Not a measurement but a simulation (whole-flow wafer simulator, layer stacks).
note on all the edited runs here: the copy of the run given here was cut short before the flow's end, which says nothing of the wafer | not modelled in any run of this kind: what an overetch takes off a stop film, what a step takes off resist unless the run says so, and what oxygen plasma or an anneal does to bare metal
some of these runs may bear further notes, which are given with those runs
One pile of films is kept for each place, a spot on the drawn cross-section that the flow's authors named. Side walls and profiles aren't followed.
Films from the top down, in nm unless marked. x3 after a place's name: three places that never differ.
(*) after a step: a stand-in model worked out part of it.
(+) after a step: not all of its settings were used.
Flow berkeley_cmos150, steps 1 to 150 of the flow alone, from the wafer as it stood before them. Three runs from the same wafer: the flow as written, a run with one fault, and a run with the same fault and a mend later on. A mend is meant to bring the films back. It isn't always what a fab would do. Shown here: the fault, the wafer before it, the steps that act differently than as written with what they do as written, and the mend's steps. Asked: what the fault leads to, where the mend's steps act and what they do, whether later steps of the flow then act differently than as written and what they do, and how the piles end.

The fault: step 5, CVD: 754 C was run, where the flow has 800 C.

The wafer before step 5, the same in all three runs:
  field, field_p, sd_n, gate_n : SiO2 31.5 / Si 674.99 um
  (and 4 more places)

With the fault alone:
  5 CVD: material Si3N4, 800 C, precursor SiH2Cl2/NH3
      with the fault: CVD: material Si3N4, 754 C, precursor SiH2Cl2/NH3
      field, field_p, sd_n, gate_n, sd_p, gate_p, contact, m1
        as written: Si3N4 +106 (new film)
        with the fault: Si3N4 +57.9 (new film)
  Later steps of the flow that act differently than as written (27 more steps differ only slightly, by at most 2% or 0.5 nm, whichever is larger, and aren't shown):
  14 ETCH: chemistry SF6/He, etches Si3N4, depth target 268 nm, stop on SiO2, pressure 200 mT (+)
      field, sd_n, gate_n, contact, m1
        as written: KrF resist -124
        with the fault: KrF resist -71.7
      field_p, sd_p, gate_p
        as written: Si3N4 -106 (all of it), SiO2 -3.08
        with the fault: Si3N4 -57.9 (all of it), SiO2 -3.08
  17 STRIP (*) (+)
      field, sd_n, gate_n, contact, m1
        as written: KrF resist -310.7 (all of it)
        with the fault: KrF resist -363 (all of it)
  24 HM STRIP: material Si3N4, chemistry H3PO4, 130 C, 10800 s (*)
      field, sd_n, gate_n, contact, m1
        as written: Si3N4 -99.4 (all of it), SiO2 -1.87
        with the fault: Si3N4 -51.3 (all of it), SiO2 -2.28
  At the end the piles differ from the flow's only slightly at the places that both follow, by at most 2% or 0.5 nm, whichever is larger.

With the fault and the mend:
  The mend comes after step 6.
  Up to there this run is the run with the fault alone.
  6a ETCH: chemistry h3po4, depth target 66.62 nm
      field, field_p, sd_n, gate_n, sd_p, gate_p, contact, m1
        Si3N4 -57.9 (all of it)
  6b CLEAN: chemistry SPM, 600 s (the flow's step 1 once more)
      changes no film at any place that is followed
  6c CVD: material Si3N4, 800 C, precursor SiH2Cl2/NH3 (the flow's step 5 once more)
      field, field_p, sd_n, gate_n, sd_p, gate_p, contact, m1
        Si3N4 +106 (new film)
  No later step of the flow acts differently than as written at any place that is followed.
  At the end the piles are the same as the flow's at every place that both follow.
